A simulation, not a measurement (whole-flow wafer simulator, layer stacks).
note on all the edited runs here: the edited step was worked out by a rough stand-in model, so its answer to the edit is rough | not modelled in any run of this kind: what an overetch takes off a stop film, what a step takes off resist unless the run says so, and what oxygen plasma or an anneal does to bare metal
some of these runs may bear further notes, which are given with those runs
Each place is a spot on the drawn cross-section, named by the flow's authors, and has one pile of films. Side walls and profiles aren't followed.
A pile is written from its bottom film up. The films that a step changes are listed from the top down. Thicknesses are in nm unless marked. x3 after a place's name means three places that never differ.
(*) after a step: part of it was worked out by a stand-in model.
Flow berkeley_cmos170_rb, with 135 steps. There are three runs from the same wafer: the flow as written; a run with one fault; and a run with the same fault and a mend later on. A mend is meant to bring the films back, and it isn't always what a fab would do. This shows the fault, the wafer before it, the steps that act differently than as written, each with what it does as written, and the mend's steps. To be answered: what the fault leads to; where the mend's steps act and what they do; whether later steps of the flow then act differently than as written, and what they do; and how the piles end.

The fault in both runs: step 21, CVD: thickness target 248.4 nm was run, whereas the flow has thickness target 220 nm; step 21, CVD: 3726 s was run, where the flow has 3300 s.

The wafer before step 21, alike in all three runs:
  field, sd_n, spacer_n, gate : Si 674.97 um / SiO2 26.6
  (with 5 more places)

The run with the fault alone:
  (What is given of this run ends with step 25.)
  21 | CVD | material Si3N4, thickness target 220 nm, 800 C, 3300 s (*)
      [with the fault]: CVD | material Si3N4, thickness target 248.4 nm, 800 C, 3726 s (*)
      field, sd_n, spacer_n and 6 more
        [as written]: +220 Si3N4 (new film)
        [with the fault]: +248.4 Si3N4 (new film)
  Later steps of the flow up to step 25 that are run all act as written at every place that is followed.
  Once step 25 is done, the piles at field, sd_n, spacer_n and 6 more depart from the flow's by more than 2% or 0.5 nm, whichever is larger.
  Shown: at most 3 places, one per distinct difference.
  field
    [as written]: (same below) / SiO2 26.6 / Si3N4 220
    [with the fault]: (same below) / SiO2 26.6 / Si3N4 248.4
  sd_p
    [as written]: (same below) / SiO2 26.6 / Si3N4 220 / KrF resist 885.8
    [with the fault]: (same below) / SiO2 26.6 / Si3N4 248.4 / KrF resist 885.8

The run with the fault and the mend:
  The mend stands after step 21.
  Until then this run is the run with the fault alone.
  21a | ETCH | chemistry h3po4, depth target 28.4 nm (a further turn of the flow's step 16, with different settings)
      field, sd_n, spacer_n and 6 more
        -28.4 Si3N4
  Later steps of the flow that are run all act as written at every place that is followed.
  The piles end the same as the flow's at every place that both follow.
